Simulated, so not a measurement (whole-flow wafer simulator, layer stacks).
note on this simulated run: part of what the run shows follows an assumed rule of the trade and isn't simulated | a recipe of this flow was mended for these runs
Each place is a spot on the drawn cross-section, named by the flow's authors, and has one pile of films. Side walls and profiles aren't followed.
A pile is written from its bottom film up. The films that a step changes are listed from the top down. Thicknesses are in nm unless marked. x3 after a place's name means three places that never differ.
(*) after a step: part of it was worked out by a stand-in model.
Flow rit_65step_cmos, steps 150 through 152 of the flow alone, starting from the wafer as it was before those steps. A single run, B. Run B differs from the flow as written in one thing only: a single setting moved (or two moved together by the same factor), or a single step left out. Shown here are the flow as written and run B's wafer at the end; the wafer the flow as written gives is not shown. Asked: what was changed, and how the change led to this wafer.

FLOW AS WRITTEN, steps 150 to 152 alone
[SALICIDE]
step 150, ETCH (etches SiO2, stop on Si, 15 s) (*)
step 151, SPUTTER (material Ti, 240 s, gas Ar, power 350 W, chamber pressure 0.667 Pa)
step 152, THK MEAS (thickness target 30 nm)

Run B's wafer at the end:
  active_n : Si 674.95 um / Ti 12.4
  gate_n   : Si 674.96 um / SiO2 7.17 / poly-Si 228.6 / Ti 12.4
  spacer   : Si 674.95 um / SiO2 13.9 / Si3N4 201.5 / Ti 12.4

The reason: step 151, SPUTTER: 99 s was run, while the flow as written has 240 s.

Step by step, how the change led to this:
  step 151, SPUTTER (material Ti, 240 s, gas Ar, power 350 W, chamber pressure 0.667 Pa)
      field, field_pw, field_nw and 11 more: +12.4 Ti (new film) (as written it would have been: +30 Ti (new film))
